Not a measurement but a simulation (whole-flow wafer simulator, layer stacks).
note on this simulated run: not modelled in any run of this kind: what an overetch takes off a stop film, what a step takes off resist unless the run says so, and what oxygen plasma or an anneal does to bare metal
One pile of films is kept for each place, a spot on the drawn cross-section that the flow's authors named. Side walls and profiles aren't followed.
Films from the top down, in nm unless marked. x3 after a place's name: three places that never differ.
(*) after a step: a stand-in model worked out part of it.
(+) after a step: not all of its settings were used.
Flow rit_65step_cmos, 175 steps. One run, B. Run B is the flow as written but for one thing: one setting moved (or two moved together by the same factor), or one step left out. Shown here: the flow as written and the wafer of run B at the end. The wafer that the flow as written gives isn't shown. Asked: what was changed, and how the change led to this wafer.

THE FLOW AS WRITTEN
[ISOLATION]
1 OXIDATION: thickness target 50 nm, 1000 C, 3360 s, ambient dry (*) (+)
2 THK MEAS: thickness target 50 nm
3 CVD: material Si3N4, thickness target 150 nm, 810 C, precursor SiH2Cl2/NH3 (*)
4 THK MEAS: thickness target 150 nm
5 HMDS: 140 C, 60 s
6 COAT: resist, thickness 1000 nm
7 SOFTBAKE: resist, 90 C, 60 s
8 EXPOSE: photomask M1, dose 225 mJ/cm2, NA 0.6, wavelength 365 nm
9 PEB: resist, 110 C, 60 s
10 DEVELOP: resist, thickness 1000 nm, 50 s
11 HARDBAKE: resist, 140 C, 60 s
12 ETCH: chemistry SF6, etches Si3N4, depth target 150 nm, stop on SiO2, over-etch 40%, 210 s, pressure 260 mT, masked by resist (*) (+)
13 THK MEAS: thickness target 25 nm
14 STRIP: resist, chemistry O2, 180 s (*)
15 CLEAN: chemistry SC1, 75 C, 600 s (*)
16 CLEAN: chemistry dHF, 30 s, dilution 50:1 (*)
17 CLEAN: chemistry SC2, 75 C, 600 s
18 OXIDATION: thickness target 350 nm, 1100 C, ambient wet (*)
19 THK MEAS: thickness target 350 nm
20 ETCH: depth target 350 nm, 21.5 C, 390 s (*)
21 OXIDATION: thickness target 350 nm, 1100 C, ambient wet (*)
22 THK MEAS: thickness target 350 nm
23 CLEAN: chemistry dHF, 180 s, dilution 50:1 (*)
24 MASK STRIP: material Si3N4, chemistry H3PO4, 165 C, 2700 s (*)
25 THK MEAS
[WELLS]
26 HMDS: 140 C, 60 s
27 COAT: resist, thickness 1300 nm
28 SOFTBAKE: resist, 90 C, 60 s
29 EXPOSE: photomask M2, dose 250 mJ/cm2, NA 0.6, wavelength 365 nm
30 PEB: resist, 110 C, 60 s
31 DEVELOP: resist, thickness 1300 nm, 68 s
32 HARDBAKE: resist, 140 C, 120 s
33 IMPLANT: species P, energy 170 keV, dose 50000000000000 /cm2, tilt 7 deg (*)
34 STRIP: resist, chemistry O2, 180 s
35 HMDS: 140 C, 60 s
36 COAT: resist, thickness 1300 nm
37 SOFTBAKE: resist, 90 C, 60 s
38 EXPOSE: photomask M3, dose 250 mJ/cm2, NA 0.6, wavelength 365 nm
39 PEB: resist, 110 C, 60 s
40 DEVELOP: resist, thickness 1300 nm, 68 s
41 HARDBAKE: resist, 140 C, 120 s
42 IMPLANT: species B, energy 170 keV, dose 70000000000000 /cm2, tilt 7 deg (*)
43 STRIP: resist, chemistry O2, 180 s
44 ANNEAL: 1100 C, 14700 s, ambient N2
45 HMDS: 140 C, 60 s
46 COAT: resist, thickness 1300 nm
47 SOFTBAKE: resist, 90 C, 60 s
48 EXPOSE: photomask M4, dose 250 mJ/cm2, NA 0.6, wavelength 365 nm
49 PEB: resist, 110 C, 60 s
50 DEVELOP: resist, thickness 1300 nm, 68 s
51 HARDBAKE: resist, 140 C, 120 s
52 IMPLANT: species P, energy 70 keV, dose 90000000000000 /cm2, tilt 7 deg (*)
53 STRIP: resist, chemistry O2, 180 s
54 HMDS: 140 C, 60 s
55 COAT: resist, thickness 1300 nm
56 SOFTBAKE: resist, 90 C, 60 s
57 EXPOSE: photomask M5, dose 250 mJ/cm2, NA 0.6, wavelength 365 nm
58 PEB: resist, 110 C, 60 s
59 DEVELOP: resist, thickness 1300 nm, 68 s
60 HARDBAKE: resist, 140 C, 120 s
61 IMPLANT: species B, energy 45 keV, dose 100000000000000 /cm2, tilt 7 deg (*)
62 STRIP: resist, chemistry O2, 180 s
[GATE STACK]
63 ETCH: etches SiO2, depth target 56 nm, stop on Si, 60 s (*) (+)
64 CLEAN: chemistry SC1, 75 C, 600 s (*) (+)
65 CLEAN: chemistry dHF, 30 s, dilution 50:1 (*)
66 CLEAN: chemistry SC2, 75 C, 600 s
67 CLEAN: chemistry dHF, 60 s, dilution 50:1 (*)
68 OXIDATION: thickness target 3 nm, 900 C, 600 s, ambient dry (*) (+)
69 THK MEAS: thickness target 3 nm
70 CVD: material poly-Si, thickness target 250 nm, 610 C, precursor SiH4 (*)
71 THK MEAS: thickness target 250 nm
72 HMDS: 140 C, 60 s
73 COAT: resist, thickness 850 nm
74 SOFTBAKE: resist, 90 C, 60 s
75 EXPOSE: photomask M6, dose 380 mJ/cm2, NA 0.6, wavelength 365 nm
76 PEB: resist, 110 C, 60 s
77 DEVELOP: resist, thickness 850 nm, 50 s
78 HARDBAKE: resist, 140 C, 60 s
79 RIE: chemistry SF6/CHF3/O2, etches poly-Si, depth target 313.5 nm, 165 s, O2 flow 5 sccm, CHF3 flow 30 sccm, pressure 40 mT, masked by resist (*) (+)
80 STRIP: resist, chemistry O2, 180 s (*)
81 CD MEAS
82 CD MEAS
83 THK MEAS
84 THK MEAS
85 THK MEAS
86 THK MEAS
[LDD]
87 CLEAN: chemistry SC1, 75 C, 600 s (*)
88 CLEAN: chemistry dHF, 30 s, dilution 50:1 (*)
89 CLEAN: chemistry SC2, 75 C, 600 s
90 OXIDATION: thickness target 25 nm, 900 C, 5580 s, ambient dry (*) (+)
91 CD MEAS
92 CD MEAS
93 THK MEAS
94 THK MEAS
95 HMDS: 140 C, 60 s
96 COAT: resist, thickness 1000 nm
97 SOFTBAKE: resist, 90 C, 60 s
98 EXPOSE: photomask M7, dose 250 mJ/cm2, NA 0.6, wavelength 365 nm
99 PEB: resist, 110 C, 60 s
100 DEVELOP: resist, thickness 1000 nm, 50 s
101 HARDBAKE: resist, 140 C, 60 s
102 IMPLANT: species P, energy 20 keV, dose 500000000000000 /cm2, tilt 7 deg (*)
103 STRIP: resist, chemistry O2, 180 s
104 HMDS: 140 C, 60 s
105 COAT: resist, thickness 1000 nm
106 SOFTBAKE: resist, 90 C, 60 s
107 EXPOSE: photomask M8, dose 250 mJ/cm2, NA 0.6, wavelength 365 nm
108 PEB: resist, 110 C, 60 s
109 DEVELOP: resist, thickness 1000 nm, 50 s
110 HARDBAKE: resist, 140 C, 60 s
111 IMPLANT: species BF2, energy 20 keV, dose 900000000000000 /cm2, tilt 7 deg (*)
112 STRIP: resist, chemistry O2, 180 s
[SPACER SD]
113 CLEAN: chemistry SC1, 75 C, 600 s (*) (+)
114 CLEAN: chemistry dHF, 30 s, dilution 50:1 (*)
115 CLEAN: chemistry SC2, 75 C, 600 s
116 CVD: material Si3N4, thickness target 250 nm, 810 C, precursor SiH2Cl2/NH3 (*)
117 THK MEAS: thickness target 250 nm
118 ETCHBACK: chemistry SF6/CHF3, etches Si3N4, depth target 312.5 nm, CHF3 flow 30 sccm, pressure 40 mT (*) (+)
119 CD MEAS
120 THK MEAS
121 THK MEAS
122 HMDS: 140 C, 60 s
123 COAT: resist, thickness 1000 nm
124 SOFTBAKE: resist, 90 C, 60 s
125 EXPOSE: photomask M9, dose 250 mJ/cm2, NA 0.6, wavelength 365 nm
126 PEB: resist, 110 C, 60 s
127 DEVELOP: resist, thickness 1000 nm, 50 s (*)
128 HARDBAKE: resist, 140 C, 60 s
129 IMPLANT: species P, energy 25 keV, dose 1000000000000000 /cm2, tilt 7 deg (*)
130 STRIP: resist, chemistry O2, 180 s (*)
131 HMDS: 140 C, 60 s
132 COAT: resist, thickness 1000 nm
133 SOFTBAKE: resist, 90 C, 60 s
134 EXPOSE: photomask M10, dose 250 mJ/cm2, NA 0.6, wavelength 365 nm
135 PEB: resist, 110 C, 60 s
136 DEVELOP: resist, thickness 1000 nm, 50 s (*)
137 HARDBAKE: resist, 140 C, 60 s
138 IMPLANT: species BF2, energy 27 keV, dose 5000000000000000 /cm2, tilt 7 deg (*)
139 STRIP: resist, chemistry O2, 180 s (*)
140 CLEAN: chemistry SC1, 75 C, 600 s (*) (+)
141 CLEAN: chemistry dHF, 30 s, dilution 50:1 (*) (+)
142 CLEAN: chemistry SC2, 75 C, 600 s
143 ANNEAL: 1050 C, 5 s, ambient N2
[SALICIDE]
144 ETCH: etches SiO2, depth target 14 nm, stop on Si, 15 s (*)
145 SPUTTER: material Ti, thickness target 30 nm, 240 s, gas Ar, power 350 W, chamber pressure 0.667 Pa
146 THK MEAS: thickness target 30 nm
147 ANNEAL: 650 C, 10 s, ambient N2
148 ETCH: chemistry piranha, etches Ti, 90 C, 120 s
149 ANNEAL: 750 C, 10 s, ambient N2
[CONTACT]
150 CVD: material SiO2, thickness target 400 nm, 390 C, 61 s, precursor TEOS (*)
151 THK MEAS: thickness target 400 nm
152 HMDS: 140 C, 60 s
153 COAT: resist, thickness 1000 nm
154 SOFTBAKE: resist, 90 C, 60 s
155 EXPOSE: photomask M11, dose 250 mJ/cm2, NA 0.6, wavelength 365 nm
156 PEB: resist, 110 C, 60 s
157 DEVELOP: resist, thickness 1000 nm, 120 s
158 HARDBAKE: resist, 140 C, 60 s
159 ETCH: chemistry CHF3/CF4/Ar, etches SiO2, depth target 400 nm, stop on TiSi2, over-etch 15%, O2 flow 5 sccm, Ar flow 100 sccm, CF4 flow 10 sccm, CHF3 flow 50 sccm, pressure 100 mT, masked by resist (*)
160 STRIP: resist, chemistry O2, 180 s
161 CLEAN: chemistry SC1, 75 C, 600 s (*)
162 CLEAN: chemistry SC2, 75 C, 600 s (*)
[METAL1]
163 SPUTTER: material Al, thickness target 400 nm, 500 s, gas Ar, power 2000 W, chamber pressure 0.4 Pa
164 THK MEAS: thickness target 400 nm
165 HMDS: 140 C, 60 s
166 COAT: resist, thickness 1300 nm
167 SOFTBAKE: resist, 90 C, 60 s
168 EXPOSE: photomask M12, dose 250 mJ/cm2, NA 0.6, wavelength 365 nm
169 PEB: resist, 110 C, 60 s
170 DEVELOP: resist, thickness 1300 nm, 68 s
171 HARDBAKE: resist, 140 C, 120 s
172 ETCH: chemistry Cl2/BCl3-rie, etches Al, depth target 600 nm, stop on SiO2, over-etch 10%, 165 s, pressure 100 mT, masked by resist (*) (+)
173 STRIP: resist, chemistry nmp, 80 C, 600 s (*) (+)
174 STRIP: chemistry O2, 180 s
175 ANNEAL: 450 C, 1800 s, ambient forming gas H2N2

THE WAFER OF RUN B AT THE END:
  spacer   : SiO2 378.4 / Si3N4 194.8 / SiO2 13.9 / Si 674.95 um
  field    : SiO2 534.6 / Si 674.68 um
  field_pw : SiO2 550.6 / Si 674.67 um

The cause: step 163, SPUTTER: 650 s was run, where the flow has 500 s.

How the change led to this, step by step:
  163 SPUTTER: material Al, thickness target 400 nm, 500 s, gas Ar, power 2000 W, chamber pressure 0.4 Pa
      field, field_pw, field_p, spacer, spacer_p: Al +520 (new film) (as written it would be: Al +400 (new film))
      gate_n, gate_p: Al +503.1 (new film) (as written it would be: Al +396 (new film))
      (and at 1 more place)
  172 ETCH: chemistry Cl2/BCl3-rie, etches Al, depth target 600 nm, stop on SiO2, over-etch 10%, 165 s, pressure 100 mT, masked by resist (*) (+)
      field, field_pw, field_p, spacer, spacer_p: Al -520 (all of it), SiO2 -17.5 (as written it would be: Al -400 (all of it), SiO2 -32.5)
      gate_n, gate_p: Al -503.1 (all of it), SiO2 -19.6 (as written it would be: Al -396 (all of it), SiO2 -33)
      (and at 1 more place)
